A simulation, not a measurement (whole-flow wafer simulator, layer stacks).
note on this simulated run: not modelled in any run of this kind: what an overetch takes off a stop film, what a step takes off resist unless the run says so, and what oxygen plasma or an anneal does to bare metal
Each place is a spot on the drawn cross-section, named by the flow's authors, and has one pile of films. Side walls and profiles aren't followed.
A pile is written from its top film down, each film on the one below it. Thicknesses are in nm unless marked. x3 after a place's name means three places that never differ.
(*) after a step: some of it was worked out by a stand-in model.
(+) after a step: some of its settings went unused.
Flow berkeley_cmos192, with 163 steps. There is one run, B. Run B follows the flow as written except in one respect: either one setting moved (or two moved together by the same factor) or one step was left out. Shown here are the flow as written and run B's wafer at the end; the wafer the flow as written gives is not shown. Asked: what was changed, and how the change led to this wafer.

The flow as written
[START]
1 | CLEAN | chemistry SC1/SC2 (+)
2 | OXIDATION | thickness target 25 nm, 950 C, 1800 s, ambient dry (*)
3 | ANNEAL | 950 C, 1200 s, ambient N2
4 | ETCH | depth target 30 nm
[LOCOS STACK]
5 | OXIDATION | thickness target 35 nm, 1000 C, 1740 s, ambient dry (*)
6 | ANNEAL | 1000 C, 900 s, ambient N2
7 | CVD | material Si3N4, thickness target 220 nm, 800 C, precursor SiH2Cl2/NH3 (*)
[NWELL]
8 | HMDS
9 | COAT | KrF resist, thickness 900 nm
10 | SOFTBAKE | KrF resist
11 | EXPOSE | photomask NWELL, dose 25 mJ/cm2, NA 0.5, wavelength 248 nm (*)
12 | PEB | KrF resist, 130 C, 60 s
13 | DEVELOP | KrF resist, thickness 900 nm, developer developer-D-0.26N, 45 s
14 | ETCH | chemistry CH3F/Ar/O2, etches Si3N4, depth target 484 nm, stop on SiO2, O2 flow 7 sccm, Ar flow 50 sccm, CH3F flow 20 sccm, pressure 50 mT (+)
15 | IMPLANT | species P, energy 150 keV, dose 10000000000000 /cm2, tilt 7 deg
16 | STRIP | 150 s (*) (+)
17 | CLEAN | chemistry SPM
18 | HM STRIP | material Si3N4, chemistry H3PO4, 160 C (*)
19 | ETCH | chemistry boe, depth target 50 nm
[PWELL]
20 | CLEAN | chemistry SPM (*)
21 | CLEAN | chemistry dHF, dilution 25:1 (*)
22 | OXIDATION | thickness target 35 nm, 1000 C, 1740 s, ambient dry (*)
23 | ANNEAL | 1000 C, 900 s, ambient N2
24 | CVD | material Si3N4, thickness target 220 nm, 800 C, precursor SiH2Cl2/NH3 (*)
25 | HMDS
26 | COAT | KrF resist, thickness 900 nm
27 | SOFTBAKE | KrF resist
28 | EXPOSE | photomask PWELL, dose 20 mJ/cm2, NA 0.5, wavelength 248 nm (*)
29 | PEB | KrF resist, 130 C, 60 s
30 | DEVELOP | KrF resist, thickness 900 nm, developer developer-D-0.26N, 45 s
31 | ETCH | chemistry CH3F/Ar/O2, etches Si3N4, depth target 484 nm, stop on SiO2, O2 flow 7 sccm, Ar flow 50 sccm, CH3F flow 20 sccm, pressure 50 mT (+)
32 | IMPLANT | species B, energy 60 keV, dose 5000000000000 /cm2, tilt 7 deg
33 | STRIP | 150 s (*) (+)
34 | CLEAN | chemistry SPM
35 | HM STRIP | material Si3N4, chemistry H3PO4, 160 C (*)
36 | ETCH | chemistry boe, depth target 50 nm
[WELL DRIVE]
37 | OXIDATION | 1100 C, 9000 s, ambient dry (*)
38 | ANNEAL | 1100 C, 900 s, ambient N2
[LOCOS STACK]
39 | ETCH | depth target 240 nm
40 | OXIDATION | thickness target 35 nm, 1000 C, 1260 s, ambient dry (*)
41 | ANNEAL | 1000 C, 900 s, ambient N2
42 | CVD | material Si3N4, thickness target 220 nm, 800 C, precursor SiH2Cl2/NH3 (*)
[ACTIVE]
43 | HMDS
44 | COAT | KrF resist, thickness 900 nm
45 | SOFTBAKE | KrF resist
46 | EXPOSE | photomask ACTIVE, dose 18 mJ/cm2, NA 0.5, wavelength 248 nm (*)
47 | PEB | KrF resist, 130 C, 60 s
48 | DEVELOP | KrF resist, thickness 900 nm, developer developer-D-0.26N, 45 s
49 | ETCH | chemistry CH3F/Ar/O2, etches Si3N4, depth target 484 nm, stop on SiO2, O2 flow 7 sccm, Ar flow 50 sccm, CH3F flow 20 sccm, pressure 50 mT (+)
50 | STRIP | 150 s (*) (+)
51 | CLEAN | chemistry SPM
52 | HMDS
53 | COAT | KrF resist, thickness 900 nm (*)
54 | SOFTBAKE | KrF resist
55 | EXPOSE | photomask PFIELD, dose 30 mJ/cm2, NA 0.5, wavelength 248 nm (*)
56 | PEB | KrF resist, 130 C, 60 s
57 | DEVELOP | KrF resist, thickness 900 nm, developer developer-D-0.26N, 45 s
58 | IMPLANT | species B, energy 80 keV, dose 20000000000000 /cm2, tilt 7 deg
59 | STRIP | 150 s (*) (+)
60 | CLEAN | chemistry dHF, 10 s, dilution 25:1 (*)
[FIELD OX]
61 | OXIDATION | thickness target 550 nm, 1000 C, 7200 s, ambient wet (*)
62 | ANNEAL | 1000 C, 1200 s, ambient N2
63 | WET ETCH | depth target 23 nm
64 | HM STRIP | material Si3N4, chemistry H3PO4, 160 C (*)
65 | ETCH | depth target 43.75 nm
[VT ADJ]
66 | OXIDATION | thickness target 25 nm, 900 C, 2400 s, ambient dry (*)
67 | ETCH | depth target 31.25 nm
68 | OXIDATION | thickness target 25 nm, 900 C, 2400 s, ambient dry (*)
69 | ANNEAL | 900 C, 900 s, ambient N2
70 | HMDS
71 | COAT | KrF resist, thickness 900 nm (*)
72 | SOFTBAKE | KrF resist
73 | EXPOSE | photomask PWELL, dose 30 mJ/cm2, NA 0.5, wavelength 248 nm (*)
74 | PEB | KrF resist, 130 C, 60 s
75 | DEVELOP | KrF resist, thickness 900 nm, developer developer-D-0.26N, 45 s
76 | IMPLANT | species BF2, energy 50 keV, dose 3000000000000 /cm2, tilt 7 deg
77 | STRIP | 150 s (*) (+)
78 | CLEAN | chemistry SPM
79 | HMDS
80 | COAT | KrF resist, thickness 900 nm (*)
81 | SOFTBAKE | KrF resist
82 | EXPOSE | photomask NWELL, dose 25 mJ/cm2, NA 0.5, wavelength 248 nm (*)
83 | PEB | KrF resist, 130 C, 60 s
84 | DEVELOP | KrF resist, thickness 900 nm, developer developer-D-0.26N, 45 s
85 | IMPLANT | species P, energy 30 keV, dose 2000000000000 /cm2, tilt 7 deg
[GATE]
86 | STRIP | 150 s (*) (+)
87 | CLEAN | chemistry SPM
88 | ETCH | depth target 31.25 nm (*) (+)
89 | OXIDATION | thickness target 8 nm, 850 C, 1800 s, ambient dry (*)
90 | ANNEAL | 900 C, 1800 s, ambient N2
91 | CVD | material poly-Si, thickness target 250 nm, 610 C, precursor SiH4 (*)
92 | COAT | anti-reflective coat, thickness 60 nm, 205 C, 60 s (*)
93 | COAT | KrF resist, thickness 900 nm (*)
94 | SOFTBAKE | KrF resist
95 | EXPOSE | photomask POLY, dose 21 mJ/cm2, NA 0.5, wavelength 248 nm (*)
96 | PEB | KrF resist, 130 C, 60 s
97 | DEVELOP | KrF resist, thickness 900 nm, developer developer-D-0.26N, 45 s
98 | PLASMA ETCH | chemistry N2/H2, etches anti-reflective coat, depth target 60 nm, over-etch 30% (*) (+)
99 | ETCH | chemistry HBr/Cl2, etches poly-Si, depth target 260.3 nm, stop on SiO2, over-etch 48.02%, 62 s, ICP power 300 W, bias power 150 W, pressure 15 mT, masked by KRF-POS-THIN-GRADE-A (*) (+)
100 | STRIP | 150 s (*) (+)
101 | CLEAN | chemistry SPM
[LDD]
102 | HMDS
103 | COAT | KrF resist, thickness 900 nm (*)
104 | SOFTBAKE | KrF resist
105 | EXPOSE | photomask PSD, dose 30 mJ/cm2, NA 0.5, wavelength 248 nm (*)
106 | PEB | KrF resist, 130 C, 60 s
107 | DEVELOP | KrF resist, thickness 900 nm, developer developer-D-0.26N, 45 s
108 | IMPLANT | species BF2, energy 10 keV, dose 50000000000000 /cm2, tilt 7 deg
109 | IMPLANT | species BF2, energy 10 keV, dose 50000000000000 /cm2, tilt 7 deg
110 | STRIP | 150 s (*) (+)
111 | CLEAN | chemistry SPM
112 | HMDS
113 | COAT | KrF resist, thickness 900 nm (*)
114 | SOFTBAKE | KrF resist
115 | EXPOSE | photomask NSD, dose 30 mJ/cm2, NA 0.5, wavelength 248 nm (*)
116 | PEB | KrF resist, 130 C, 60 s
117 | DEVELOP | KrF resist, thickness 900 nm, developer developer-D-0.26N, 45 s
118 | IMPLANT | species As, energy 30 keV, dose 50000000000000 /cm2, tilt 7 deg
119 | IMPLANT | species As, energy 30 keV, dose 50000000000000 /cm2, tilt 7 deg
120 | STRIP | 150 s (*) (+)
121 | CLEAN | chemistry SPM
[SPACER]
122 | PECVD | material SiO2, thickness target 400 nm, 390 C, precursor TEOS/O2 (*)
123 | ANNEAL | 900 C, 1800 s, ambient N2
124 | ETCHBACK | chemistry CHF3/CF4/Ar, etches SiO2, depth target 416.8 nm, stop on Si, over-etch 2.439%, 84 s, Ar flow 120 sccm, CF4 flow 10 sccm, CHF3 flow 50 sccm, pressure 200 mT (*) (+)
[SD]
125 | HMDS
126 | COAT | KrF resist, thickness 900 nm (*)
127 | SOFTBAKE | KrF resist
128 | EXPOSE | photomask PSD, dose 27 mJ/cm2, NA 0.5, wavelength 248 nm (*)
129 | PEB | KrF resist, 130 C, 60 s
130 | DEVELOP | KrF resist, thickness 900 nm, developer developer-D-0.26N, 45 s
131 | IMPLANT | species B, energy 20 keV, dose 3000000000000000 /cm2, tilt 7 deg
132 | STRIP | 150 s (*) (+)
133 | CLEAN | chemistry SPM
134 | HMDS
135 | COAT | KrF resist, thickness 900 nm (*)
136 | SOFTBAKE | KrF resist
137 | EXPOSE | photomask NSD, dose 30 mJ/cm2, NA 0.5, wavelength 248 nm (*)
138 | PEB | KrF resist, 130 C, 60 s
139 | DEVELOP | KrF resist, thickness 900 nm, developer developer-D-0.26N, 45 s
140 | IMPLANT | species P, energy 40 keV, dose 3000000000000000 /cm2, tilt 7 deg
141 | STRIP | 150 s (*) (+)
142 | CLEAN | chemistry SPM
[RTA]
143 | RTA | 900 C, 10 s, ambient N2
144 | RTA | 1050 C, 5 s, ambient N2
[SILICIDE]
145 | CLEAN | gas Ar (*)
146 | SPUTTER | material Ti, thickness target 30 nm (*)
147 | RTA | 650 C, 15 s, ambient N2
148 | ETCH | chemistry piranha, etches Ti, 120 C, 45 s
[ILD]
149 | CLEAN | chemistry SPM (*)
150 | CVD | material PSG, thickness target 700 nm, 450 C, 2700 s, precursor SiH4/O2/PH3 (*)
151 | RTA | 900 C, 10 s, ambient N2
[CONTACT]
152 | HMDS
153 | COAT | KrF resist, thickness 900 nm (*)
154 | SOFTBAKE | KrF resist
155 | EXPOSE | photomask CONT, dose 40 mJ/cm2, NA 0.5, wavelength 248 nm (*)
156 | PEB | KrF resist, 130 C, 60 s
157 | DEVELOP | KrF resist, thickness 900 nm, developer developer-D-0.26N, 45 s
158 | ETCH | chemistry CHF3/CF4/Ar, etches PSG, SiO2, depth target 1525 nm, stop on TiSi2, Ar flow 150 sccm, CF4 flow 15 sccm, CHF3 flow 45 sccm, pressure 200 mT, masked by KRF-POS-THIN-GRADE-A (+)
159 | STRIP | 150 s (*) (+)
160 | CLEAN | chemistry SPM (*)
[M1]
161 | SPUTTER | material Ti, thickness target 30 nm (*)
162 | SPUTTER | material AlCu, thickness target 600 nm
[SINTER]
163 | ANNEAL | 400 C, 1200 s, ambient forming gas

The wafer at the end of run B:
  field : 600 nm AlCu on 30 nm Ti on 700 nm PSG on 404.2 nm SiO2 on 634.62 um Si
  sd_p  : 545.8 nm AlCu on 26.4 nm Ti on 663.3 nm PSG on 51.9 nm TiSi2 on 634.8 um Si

What caused this: step 65, ETCH: depth target 34.56 nm was run, whereas the flow has depth target 43.75 nm.

The path from the change to this, step by step:
  65 | ETCH | depth target 43.75 nm
      field: -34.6 SiO2 (it would be, as written: -43.8 SiO2)
  92 | COAT | anti-reflective coat, thickness 60 nm, 205 C, 60 s (*)
      sd_n: +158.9 anti-reflective coat (new film) (it would be, as written: +152.4 anti-reflective coat (new film))
      spacer_n: +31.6 anti-reflective coat (new film) (it would be, as written: +33.8 anti-reflective coat (new film))
      (also at 4 further places)
  98 | PLASMA ETCH | chemistry N2/H2, etches anti-reflective coat, depth target 60 nm, over-etch 30% (*) (+)
      sd_n: -158.9 anti-reflective coat (all of it), -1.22 poly-Si (it would be, as written: -152.4 anti-reflective coat (all of it), -1.17 poly-Si)
      spacer_n: -31.6 anti-reflective coat (all of it), -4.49 poly-Si (it would be, as written: -33.8 anti-reflective coat (all of it), -4.21 poly-Si)
      (also at 2 further places)
  100 | STRIP | 150 s (*) (+)
      gate: +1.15 chemical SiO2 (new film), -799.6 KrF resist (all of it), -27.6 anti-reflective coat (all of it), -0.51 poly-Si (it would be, as written: +1.15 chemical SiO2 (new film), -791.8 KrF resist (all of it), -30 anti-reflective coat (all of it), -0.51 poly-Si)
      gate_p: +1.15 chemical SiO2 (new film), -770.2 KrF resist (all of it), -29.3 anti-reflective coat (all of it), -0.51 poly-Si (it would be, as written: +1.15 chemical SiO2 (new film), -765.1 KrF resist (all of it), -31 anti-reflective coat (all of it), -0.51 poly-Si)
